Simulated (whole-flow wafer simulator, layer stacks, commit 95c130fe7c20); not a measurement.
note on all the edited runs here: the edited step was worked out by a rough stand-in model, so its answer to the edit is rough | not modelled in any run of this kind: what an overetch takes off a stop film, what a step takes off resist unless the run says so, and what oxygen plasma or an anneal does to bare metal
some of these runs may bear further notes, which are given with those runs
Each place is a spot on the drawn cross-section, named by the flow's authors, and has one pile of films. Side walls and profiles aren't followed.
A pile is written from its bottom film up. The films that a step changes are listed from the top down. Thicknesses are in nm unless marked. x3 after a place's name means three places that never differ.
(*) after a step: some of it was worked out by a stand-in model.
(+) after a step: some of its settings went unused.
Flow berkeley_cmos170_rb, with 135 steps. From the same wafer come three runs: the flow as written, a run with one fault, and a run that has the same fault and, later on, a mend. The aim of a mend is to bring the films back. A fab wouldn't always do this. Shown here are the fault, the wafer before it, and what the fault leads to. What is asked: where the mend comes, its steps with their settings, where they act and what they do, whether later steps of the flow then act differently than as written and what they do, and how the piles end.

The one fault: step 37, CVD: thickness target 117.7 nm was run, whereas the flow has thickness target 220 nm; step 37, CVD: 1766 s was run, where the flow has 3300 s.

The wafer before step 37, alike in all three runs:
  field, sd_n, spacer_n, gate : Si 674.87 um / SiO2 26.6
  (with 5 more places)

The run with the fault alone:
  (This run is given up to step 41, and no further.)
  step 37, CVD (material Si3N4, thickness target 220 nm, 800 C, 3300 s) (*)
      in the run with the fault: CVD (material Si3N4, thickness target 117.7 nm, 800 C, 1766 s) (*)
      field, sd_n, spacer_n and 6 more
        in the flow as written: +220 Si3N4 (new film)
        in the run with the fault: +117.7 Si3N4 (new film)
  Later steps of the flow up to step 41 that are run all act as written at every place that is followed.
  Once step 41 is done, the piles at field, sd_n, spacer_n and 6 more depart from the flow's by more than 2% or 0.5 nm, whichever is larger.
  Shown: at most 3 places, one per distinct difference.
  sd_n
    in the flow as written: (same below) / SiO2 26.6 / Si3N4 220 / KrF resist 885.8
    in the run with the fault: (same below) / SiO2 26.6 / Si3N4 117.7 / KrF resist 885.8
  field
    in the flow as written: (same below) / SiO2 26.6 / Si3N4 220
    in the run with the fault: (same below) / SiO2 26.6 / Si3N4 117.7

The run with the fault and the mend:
  The mend follows step 41.
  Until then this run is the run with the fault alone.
  step 41a, STRIP (*) (+)
      sd_n, spacer_n, gate, sd_p, spacer_p, gate_p, contact, m1
        -885.8 KrF resist (all of it)
  step 41b, CLEAN (*)
      does not change any film at any place that is followed
  step 41c, CVD (material Si3N4, thickness target 102.3 nm, 800 C, 1534 s) (*) (the flow's step 37, run once more with other settings)
      field, sd_n, spacer_n and 6 more
        +102.3 Si3N4
  step 41d, COAT (KrF resist, thickness 900 nm) (the flow's step 38, run once more)
      field, sd_n, spacer_n and 6 more
        +900 KrF resist (new film)
  step 41e, EXPOSE (photomask ACTIVE) (the flow's step 39, run once more)
      does not change any film at any place that is followed
  step 41f, PEB (130 C, 60 s) (*) (the flow's step 40, run once more)
      does not change any film at any place that is followed
  step 41g, DEVELOP (developer developer-D-0.26N, 45 s) (the flow's step 41, run once more)
      sd_n, spacer_n, gate, sd_p, spacer_p, gate_p, contact, m1
        -14.2 KrF resist
      field
        -900 KrF resist (all of it)
  Later steps of the flow that are run all act as written at every place that is followed.
  By the end, the piles equal the flow's at every place that both follow.
